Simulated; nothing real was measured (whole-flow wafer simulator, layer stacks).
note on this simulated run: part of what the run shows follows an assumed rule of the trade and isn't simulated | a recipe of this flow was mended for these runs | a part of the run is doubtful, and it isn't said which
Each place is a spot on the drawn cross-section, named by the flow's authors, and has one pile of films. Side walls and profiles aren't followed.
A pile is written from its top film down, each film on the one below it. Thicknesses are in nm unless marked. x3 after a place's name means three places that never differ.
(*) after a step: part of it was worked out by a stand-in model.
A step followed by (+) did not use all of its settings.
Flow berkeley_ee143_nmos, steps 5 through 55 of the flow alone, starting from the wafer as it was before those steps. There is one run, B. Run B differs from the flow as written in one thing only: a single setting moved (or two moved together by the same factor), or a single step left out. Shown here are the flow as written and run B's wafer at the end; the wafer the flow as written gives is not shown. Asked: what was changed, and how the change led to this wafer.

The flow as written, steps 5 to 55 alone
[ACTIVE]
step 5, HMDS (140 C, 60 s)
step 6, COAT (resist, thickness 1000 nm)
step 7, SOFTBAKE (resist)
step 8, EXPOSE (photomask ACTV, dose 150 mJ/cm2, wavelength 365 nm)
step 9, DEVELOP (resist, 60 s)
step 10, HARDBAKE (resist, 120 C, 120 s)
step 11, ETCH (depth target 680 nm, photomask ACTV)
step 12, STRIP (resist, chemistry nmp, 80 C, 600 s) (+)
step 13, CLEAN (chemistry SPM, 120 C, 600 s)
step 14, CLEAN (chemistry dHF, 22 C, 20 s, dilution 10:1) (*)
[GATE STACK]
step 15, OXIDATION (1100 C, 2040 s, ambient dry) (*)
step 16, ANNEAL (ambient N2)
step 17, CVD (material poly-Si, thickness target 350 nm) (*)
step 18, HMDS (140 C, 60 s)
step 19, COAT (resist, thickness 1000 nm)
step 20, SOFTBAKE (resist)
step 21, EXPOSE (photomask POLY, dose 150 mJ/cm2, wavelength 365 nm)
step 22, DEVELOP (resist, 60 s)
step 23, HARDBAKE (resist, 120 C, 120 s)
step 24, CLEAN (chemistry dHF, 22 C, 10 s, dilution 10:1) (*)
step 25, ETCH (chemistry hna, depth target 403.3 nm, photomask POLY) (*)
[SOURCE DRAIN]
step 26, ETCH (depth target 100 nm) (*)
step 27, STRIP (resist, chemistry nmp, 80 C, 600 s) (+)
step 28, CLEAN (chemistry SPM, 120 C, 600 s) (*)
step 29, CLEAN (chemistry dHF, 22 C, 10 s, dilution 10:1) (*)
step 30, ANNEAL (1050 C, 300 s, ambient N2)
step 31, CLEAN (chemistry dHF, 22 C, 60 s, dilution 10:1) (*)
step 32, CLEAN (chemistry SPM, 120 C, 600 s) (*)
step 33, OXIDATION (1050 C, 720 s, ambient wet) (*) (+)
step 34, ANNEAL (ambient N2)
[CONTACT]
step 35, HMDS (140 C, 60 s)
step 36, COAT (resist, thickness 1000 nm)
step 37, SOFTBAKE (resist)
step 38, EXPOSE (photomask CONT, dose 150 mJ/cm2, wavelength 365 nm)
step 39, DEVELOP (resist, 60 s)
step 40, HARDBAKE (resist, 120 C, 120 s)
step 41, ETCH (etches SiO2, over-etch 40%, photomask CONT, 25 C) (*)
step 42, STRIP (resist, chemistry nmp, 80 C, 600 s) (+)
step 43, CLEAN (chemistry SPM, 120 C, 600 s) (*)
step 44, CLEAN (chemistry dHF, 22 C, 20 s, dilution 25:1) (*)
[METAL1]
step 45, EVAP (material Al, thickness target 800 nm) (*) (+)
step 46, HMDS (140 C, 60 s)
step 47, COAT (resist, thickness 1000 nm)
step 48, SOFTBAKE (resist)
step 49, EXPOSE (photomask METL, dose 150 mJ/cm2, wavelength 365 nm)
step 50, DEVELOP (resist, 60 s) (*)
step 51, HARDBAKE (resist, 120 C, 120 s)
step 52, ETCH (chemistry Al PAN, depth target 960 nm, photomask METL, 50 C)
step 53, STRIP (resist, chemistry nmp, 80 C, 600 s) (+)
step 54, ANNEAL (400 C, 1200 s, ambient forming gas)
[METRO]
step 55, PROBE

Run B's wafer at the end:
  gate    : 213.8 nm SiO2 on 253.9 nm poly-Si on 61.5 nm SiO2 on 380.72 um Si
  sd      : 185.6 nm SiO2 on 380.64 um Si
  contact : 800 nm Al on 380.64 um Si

What caused this: step 15, OXIDATION: 1320 s was run, while the flow as written has 2040 s.

How this came from the change, step by step:
  step 15, OXIDATION (1100 C, 2040 s, ambient dry) (*)
      gate, sd, contact: SiO2 gains 61.5 (new film), Si loses 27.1 (it would be, as written: SiO2 gains 79.7 (new film), Si loses 35.1)
      field: SiO2 gains 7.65, Si loses 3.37 (it would be, as written: SiO2 gains 11.8, Si loses 5.18)
  step 26, ETCH (depth target 100 nm) (*)
      sd, contact: SiO2 loses 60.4 (all of it) (it would be, as written: SiO2 loses 78.6 (all of it))
